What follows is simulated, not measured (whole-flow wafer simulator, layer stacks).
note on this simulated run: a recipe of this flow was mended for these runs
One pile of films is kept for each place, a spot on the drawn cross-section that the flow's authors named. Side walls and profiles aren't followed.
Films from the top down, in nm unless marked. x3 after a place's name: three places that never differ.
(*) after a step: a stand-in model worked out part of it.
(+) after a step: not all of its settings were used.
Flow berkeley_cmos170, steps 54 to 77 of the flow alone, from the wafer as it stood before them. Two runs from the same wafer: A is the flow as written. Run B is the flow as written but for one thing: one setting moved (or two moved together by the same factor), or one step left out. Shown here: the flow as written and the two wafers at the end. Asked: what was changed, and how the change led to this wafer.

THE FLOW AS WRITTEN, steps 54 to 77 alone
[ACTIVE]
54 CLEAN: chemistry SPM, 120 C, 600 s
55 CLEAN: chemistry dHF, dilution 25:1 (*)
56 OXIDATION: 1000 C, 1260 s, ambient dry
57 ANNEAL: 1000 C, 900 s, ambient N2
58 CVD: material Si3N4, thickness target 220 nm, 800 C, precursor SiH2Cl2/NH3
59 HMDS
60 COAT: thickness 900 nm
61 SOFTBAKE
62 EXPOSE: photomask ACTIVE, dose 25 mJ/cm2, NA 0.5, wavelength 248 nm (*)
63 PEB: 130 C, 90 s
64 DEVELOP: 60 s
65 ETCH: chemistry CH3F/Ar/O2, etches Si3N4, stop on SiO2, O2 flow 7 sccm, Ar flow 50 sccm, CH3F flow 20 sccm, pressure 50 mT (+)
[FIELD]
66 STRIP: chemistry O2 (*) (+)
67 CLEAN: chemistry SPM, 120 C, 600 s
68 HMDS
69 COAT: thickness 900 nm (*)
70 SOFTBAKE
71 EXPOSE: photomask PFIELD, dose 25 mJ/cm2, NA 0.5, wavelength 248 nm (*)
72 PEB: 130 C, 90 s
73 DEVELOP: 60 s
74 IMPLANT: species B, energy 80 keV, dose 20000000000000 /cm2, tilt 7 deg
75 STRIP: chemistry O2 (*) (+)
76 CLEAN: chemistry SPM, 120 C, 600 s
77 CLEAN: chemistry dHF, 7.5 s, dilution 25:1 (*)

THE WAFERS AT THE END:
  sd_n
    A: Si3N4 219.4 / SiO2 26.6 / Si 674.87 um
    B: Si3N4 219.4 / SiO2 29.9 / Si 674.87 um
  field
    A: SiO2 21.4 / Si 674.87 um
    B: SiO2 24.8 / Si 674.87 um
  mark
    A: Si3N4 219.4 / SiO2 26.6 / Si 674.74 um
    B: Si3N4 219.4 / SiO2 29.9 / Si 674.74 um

The cause: step 56, OXIDATION: 1575 s was run, where the flow has 1260 s.

How the change led to this, step by step:
  56 OXIDATION: 1000 C, 1260 s, ambient dry
      field, mark, sd_n and 10 more: A SiO2 +26.6 (new film), Si -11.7 | B SiO2 +29.9 (new film), Si -13.2
